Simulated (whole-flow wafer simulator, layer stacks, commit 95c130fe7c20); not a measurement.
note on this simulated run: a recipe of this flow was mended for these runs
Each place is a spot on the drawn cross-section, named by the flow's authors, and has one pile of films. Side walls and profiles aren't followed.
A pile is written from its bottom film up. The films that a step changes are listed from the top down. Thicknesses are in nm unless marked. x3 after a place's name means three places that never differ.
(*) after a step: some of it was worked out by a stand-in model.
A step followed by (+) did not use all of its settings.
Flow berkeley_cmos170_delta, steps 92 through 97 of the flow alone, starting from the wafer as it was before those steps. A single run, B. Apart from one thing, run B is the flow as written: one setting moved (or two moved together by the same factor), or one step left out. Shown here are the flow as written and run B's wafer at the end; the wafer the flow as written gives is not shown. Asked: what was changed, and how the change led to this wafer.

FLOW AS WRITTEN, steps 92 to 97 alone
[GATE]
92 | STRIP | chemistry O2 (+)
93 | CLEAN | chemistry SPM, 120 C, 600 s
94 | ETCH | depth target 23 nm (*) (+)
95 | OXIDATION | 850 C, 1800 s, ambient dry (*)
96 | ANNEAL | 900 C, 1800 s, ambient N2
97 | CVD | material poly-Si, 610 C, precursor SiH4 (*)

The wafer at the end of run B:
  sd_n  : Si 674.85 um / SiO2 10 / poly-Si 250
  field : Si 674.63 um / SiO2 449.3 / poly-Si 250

Cause: step 95, OXIDATION: 2880 s was run, while the flow as written has 1800 s.

The path from the change to this, step by step:
  95 | OXIDATION | 850 C, 1800 s, ambient dry (*)
      sd_n, spacer_n, gate, sd_p, spacer_p x2, contact, m1: SiO2 gains 10 (new film), Si loses 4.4 (as written it would have been: SiO2 gains 7.48 (new film), Si loses 3.29)
